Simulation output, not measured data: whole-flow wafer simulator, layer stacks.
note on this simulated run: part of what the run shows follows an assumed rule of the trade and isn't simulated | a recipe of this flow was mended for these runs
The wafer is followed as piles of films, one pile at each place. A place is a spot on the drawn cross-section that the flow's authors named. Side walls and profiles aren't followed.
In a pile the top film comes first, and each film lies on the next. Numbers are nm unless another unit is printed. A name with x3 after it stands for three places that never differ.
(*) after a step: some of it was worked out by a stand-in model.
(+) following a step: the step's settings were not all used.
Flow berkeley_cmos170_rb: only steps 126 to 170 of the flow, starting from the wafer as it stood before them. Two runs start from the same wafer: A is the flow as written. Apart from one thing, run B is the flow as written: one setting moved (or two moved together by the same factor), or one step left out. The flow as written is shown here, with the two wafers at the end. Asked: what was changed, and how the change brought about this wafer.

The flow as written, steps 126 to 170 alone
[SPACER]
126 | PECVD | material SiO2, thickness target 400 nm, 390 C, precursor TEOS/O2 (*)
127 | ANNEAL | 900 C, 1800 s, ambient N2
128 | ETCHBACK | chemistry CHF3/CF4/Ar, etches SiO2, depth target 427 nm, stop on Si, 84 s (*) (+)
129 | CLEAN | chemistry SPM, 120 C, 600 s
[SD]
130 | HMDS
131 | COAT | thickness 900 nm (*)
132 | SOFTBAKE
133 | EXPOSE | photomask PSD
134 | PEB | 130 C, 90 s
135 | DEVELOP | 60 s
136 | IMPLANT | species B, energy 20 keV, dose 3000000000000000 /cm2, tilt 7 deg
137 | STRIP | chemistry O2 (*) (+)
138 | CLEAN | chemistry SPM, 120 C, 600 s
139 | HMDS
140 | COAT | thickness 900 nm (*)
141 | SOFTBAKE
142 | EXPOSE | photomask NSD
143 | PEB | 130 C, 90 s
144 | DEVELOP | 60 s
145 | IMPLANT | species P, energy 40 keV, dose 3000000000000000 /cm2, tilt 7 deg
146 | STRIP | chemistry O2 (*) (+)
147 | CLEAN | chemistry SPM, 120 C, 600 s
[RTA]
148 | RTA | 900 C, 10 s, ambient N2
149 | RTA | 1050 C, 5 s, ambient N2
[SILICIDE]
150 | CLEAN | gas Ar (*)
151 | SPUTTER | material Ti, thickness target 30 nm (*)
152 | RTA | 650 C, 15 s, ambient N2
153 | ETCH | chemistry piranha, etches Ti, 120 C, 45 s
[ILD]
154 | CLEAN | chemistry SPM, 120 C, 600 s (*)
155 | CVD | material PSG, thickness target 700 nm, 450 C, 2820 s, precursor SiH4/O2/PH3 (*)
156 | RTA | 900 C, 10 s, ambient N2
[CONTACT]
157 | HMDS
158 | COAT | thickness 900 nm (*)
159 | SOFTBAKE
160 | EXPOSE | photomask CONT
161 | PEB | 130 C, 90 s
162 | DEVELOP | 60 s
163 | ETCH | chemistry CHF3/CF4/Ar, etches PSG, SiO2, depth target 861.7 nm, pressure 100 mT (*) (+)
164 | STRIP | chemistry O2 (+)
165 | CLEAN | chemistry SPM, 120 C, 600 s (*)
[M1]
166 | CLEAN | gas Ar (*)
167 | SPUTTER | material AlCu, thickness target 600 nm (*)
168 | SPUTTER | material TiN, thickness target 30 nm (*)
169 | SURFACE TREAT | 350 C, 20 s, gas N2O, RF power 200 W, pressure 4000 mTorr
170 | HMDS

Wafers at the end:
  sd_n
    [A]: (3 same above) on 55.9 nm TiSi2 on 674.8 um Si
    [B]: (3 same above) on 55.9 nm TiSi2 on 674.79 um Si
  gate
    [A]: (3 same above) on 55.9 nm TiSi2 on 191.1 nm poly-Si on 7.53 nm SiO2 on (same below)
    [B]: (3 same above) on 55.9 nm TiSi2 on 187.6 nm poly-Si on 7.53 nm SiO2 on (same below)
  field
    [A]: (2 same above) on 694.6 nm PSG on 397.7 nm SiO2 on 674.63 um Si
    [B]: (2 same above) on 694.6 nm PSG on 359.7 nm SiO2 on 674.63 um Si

Cause: step 126, PECVD: thickness target 362 nm was run, whereas the flow has thickness target 400 nm.

Step by step, how the change led to this:
  126 | PECVD | material SiO2, thickness target 400 nm, 390 C, precursor TEOS/O2 (*)
      field, sd_n, contact, m1: A SiO2 gains 400 | B SiO2 gains 362
      spacer_n, sd_p, spacer_p: A SiO2 gains 385.3 | B SiO2 gains 348.9
      (also at 2 further places)
  128 | ETCHBACK | chemistry CHF3/CF4/Ar, etches SiO2, depth target 427 nm, stop on Si, 84 s (*) (+)
      gate, gate_p: A SiO2 loses 400 (all of it), chemical SiO2 loses 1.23 (all of it), poly-Si loses 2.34 | B SiO2 loses 362 (all of it), chemical SiO2 loses 1.23 (all of it), poly-Si loses 5.8
      sd_n: A SiO2 loses 406 (all of it), Si loses 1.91 | B SiO2 loses 368 (all of it), Si loses 5.36
      (also at 3 further places)
  131 | COAT | thickness 900 nm (*)
      sd_n: A KrF-resist gains 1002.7 (new film) | B KrF-resist gains 982.3 (new film)
      spacer_n: A KrF-resist gains 791.7 (new film) | B KrF-resist gains 808.1 (new film)
      (also at 3 further places)
  135 | DEVELOP | 60 s
      spacer_p: A KrF-resist loses 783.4 (all of it) | B KrF-resist loses 801.7 (all of it)
      gate_p: A KrF-resist loses 762.3 (all of it) | B KrF-resist loses 746.1 (all of it)
  137 | STRIP | chemistry O2 (*) (+)
      sd_n: A KrF-resist loses 985.4 (all of it), chemical SiO2 gains 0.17, Si loses 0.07 | B KrF-resist loses 965.2 (all of it), chemical SiO2 gains 0.17, Si loses 0.07
      spacer_n: A KrF-resist loses 775.1 (all of it) | B KrF-resist loses 791.3 (all of it)
      (also at 1 further place)
  140 | COAT | thickness 900 nm (*)
      spacer_n: A KrF-resist gains 791.4 (new film) | B KrF-resist gains 808.1 (new film)
      gate: A KrF-resist gains 770.4 (new film) | B KrF-resist gains 752.5 (new film)
      (also at 2 further places)
  144 | DEVELOP | 60 s
      spacer_n: A KrF-resist loses 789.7 (all of it) | B KrF-resist loses 806.3 (all of it)
      gate: A KrF-resist loses 768.7 (all of it) | B KrF-resist loses 750.8 (all of it)
  146 | STRIP | chemistry O2 (*) (+)
      gate_p: A KrF-resist loses 747.2 (all of it), chemical SiO2 gains 0.07 | B KrF-resist loses 731.1 (all of it), chemical SiO2 gains 0.07, poly-Si loses 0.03
      spacer_p: A KrF-resist loses 768.5 (all of it) | B KrF-resist loses 786.8 (all of it)
  152 | RTA | 650 C, 15 s, ambient N2
      sd_p: A Ti loses 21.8, TiSi first gains 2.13 (new film), TiSi2 C49 gains 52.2 (new film), Si loses 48 | B Ti loses 22.2, TiSi first gains 3.12 (new film), TiSi2 C49 gains 51.8 (new film), Si loses 48.3
  156 | RTA | 900 C, 10 s, ambient N2
      sd_p: A under 1 film: TiSi2 gains 52 (new film), TiSi first loses 2.02 (all of it), TiSi2 C49 loses 52.2 (all of it), Si loses 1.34 | B under 1 film: TiSi2 gains 53 (new film), TiSi first loses 3.01 (all of it), TiSi2 C49 loses 51.8 (all of it), Si loses 2
  158 | COAT | thickness 900 nm (*)
      sd_n: A KrF-resist gains 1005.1 (new film) | B KrF-resist gains 983.7 (new film)
      gate: A KrF-resist gains 810 (new film) | B KrF-resist gains 785.8 (new film)
      (also at 2 further places)
  164 | STRIP | chemistry O2 (+)
      sd_n: A KrF-resist loses 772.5 (all of it) | B KrF-resist loses 751.1 (all of it)
      gate: A KrF-resist loses 577.9 (all of it) | B KrF-resist loses 553.7 (all of it)
      (also at 4 further places)
  167 | SPUTTER | material AlCu, thickness target 600 nm (*)
      sd_p: A AlCu gains 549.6 (new film) | B AlCu gains 568.3 (new film)
  168 | SPUTTER | material TiN, thickness target 30 nm (*)
      sd_p: A TiN gains 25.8 (new film) | B TiN gains 26.8 (new film)
